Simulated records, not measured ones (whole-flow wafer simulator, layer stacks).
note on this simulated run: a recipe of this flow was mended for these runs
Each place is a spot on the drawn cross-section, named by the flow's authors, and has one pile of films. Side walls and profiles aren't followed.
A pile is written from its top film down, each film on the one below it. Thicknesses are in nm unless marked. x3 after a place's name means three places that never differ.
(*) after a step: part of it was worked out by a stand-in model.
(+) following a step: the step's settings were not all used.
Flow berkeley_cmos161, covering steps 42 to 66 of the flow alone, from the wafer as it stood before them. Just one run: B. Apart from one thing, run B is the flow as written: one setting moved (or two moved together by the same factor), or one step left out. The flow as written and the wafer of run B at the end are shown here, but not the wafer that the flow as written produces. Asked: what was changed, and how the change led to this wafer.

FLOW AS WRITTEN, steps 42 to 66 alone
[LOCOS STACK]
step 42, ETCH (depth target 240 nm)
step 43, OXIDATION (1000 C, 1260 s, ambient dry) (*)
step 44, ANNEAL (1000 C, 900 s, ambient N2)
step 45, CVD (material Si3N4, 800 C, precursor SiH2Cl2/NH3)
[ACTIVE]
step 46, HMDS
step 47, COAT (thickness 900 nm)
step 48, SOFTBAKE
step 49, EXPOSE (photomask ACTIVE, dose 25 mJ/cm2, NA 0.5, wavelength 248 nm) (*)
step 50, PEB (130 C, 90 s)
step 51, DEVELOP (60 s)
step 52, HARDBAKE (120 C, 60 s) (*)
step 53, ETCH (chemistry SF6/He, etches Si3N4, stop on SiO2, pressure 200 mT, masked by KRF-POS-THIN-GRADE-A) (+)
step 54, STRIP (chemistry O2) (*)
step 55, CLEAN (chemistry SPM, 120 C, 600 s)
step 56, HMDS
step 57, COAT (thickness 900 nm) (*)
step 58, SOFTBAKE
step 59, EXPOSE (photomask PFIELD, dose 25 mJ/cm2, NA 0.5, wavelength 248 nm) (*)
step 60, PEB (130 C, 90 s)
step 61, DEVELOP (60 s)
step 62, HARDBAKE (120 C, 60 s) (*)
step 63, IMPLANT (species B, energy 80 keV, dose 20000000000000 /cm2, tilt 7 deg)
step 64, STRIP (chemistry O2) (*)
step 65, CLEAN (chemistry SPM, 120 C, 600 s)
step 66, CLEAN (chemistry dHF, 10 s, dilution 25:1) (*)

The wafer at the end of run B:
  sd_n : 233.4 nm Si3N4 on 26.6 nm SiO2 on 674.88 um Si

The reason: step 45, CVD: 820 C was run, while the flow as written has 800 C.

The path from the change to this, step by step:
  step 45, CVD (material Si3N4, 800 C, precursor SiH2Cl2/NH3)
      field, sd_n, spacer_n and 6 more: Si3N4 gains 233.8 (new film) (in the flow as written it would be: Si3N4 gains 194.4 (new film))
  step 53, ETCH (chemistry SF6/He, etches Si3N4, stop on SiO2, pressure 200 mT, masked by KRF-POS-THIN-GRADE-A) (+)
      sd_n, spacer_n, gate_n, sd_p, spacer_p, gate_p, contact, m1: KrF-resist loses 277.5 (in the flow as written it would be: KrF-resist loses 234.7)
      field: Si3N4 loses 233.8 (all of it), SiO2 loses 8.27 (in the flow as written it would be: Si3N4 loses 194.4 (all of it), SiO2 loses 8.27)
  step 54, STRIP (chemistry O2) (*)
      sd_n, spacer_n, gate_n, sd_p, spacer_p, gate_p, contact, m1: KrF-resist loses 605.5 (all of it) (in the flow as written it would be: KrF-resist loses 648.2 (all of it))
  step 57, COAT (thickness 900 nm) (*)
      sd_n: KrF-resist gains 776.1 (new film) (in the flow as written it would be: KrF-resist gains 796.1 (new film))
      sd_p: KrF-resist gains 797.2 (new film) (in the flow as written it would be: KrF-resist gains 813.7 (new film))
      (as well as at 1 more place)
  step 64, STRIP (chemistry O2) (*)
      sd_n: KrF-resist loses 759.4 (all of it) (in the flow as written it would be: KrF-resist loses 779.3 (all of it))
      sd_p: KrF-resist loses 780.4 (all of it) (in the flow as written it would be: KrF-resist loses 796.9 (all of it))
      (as well as at 1 more place)
